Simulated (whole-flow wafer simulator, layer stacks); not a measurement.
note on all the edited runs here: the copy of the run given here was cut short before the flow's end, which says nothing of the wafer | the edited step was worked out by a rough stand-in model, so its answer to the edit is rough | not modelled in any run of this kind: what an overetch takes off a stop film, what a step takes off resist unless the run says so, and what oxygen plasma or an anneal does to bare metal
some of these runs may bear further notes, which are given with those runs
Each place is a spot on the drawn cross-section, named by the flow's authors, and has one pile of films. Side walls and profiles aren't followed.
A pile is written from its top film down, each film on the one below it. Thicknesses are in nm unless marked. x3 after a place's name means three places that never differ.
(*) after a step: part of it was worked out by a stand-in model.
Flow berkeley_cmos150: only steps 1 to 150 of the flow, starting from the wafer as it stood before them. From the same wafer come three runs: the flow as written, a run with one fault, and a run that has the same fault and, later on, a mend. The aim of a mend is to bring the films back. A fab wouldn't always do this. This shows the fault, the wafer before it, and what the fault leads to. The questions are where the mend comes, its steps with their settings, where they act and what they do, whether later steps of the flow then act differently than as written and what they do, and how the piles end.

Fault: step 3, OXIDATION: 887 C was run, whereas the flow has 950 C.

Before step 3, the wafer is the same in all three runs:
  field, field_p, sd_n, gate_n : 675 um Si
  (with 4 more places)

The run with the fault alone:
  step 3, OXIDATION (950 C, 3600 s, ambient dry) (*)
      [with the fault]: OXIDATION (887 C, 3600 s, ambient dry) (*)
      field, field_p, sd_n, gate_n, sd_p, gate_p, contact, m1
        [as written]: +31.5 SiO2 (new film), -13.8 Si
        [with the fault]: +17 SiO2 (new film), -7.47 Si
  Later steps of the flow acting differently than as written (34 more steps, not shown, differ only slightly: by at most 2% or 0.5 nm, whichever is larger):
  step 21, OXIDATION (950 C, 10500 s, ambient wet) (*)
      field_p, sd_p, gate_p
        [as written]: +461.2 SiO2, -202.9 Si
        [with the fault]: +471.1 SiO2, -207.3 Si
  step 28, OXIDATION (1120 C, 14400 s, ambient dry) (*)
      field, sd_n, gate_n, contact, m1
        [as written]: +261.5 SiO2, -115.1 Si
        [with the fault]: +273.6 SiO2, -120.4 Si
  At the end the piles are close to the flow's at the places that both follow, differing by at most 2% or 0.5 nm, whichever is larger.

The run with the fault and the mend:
  The mend stands after step 4.
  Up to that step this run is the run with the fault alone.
  step 4a, OXIDATION (950 C, 2111 s, ambient dry) (*) (the flow's step 3 again, with other settings)
      field, field_p, sd_n, gate_n, sd_p, gate_p, contact, m1
        +14.5 SiO2, -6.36 Si
  Later steps of the flow that are run all act as written at every place that is followed, up to a difference of at most 2% or 0.5 nm, whichever is larger.
  At every place that both follow, the piles at the end match the flow's.
